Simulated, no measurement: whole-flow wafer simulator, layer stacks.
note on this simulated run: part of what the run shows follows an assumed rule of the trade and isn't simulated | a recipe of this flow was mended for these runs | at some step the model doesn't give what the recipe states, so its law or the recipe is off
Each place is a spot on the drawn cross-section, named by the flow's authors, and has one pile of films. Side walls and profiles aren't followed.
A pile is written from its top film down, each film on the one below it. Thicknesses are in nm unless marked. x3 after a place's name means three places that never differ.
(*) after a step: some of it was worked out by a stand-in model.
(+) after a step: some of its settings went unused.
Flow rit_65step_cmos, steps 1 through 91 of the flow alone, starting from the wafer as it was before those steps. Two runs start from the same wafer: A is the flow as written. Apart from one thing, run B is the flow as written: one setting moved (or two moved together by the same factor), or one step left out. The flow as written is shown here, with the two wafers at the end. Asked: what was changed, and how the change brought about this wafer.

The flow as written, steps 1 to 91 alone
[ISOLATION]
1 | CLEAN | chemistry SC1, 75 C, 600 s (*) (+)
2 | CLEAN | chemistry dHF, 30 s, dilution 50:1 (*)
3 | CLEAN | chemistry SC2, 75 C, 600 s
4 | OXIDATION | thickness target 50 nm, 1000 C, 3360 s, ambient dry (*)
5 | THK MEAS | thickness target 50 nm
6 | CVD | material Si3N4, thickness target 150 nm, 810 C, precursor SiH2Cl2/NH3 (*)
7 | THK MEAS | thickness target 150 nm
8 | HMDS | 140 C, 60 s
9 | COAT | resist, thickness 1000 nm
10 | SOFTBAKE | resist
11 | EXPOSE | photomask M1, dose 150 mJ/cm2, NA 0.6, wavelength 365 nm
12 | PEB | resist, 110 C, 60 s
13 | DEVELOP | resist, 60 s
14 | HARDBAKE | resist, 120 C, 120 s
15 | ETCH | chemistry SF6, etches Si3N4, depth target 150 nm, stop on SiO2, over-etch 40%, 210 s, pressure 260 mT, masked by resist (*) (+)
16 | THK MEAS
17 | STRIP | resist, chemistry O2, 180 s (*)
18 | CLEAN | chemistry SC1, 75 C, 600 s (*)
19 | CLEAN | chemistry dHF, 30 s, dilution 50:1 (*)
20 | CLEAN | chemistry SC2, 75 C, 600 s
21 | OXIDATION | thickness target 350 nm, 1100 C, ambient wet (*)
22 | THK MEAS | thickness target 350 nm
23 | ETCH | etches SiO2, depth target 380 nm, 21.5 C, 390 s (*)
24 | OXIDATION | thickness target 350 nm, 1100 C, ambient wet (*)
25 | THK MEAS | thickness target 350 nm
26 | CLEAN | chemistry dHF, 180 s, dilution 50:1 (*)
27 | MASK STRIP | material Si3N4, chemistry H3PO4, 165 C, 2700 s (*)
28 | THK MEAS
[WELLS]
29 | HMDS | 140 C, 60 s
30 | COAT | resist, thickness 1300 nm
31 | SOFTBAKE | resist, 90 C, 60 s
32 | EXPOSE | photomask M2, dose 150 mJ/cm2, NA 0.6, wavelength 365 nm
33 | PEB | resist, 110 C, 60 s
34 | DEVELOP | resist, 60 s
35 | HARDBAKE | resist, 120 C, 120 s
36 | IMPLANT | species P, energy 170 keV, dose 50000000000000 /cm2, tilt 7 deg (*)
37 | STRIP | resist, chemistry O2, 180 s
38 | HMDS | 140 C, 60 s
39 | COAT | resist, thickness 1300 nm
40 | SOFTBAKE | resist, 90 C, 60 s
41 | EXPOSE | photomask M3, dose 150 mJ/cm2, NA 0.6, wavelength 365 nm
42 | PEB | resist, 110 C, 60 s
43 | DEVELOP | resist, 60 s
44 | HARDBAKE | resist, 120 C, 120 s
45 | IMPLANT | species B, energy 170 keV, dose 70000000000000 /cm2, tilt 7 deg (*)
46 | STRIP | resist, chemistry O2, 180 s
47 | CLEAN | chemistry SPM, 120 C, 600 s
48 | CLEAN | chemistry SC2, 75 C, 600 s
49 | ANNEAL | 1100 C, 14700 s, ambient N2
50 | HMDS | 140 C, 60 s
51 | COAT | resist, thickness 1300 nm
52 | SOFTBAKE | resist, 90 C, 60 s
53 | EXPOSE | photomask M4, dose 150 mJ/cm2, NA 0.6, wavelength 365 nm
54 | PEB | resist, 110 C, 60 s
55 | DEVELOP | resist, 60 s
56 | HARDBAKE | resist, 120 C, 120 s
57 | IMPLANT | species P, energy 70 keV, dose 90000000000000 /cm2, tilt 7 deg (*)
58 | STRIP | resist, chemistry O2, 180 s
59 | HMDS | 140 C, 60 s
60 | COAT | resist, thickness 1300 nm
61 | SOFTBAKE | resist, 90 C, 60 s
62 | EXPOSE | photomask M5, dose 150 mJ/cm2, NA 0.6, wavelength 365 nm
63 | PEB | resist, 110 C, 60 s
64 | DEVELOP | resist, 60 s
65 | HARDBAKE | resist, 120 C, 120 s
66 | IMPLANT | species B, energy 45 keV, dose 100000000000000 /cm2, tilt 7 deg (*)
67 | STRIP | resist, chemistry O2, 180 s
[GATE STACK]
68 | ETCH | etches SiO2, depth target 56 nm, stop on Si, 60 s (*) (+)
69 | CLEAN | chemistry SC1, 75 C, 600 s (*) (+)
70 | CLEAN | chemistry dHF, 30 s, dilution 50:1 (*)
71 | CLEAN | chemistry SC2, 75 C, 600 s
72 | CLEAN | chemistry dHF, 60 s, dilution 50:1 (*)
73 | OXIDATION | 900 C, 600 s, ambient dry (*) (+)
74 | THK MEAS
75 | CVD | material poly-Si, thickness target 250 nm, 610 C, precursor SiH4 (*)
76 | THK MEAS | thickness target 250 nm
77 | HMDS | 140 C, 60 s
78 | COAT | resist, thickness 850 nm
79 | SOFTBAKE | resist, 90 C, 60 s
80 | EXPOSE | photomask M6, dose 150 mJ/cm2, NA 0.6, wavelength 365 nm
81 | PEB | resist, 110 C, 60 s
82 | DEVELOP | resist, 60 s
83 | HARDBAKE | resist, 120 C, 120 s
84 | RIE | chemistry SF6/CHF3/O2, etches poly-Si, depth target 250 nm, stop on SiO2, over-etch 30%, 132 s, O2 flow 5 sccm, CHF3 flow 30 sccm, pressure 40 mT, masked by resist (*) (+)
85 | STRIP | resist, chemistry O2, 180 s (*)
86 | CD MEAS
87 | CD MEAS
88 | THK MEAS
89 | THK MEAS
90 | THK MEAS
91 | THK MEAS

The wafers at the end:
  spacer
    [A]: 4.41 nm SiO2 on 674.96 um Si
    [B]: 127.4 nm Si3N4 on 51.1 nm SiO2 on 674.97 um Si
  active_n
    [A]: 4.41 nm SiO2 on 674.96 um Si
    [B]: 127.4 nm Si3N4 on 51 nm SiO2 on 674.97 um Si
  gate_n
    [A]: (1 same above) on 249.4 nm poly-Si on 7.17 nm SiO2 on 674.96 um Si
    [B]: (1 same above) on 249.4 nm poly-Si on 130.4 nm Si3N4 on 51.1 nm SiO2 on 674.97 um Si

What caused this: step 26, CLEAN: chemistry dHF, 180 s, dilution 50:1 (*), was not run.

How this came from the change, step by step:
  27 | MASK STRIP | material Si3N4, chemistry H3PO4, 165 C, 2700 s (*)
      active_n, active_p, gate_n and 7 more: A Si3N4 loses 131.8 (all of it), SiO2 loses 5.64 | B SiO2 loses 10.7
  30 | COAT | resist, thickness 1300 nm
      field_pw, field_nw: A resist gains 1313 (new film) | B resist gains 1378.7 (new film)
      field: A resist gains 1315.7 (new film) | B resist gains 1405.4 (new film)
      (also at 1 further place)
  33 | PEB | resist, 110 C, 60 s
      field, field_p: A resist loses 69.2 | B resist loses 74.2
      field_pw, field_nw: A resist loses 69.1 | B resist loses 72.7
  34 | DEVELOP | resist, 60 s
      field_nw: A resist loses 1243.9 (all of it) | B resist loses 1305.9 (all of it)
      field_p: A resist loses 1246.5 (all of it) | B resist loses 1330.9 (all of it)
  35 | HARDBAKE | resist, 120 C, 120 s
      field: A resist loses 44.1 | B resist loses 47.5
      field_pw: A resist loses 44 | B resist loses 46.5
  37 | STRIP | resist, chemistry O2, 180 s
      field: A resist loses 1202.4 (all of it) | B resist loses 1283.7 (all of it)
      field_pw: A resist loses 1199.9 (all of it) | B resist loses 1259.4 (all of it)
  39 | COAT | resist, thickness 1300 nm
      field_pw, field_nw: A resist gains 1313 (new film) | B resist gains 1378.7 (new film)
      field: A resist gains 1315.7 (new film) | B resist gains 1405.4 (new film)
      (also at 1 further place)
  42 | PEB | resist, 110 C, 60 s
      field, field_p: A resist loses 69.2 | B resist loses 74.2
      field_pw, field_nw: A resist loses 69.1 | B resist loses 72.7
  43 | DEVELOP | resist, 60 s
      field: A resist loses 1246.5 (all of it) | B resist loses 1331.2 (all of it)
      field_pw: A resist loses 1243.9 (all of it) | B resist loses 1305.9 (all of it)
  44 | HARDBAKE | resist, 120 C, 120 s
      field_nw: A resist loses 44 | B resist loses 46.5
      field_p: A resist loses 44.1 | B resist loses 47.5
  46 | STRIP | resist, chemistry O2, 180 s
      field_nw: A resist loses 1199.9 (all of it) | B resist loses 1259.4 (all of it)
      field_p: A resist loses 1202.3 (all of it) | B resist loses 1283.4 (all of it)
  51 | COAT | resist, thickness 1300 nm
      field_pw, field_nw: A resist gains 1313 (new film) | B resist gains 1378.7 (new film)
      field: A resist gains 1315.7 (new film) | B resist gains 1405.4 (new film)
      (also at 1 further place)
  54 | PEB | resist, 110 C, 60 s
      field, field_p: A resist loses 69.2 | B resist loses 74.2
      field_pw, field_nw: A resist loses 69.1 | B resist loses 72.7
  55 | DEVELOP | resist, 60 s
      field_nw: A resist loses 1243.9 (all of it) | B resist loses 1305.9 (all of it)
      field_p: A resist loses 1246.5 (all of it) | B resist loses 1330.9 (all of it)
  56 | HARDBAKE | resist, 120 C, 120 s
      field: A resist loses 44.1 | B resist loses 47.5
      field_pw: A resist loses 44 | B resist loses 46.5
  58 | STRIP | resist, chemistry O2, 180 s
      field: A resist loses 1202.4 (all of it) | B resist loses 1283.7 (all of it)
      field_pw: A resist loses 1199.9 (all of it) | B resist loses 1259.4 (all of it)
  ... another 13 steps ...
  84 | RIE | chemistry SF6/CHF3/O2, etches poly-Si, depth target 250 nm, stop on SiO2, over-etch 30%, 132 s, O2 flow 5 sccm, CHF3 flow 30 sccm, pressure 40 mT, masked by resist (*) (+)
      active_n, active_p, spacer, spacer_p, sd_n, sd_p, contact, m1: A poly-Si loses 250 (all of it), SiO2 loses 2.76 | B poly-Si loses 250 (all of it), Si3N4 loses 3
